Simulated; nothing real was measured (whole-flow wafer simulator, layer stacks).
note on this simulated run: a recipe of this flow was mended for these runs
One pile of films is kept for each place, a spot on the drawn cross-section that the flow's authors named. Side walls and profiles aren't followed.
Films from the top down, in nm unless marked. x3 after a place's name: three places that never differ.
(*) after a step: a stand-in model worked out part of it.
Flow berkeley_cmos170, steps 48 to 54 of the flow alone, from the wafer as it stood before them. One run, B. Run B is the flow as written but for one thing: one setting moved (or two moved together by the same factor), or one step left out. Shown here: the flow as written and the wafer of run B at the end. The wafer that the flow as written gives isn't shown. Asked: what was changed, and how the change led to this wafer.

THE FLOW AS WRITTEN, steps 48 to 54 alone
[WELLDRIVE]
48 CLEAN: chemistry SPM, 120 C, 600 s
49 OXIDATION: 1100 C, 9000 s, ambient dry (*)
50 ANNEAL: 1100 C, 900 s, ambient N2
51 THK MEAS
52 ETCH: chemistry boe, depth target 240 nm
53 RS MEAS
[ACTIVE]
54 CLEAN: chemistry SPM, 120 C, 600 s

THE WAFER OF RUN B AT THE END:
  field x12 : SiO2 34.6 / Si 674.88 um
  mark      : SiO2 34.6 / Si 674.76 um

The cause: step 52, ETCH: depth target 163 nm was run, where the flow has depth target 240 nm.

How the change led to this, step by step:
  52 ETCH: chemistry boe, depth target 240 nm
      field x12, mark: SiO2 -163 (as written it would be: SiO2 -197.6 (all of it))
  54 CLEAN: chemistry SPM, 120 C, 600 s
      field x12, mark: nothing (as written it would be: chemical SiO2 +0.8 (new film), Si -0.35)
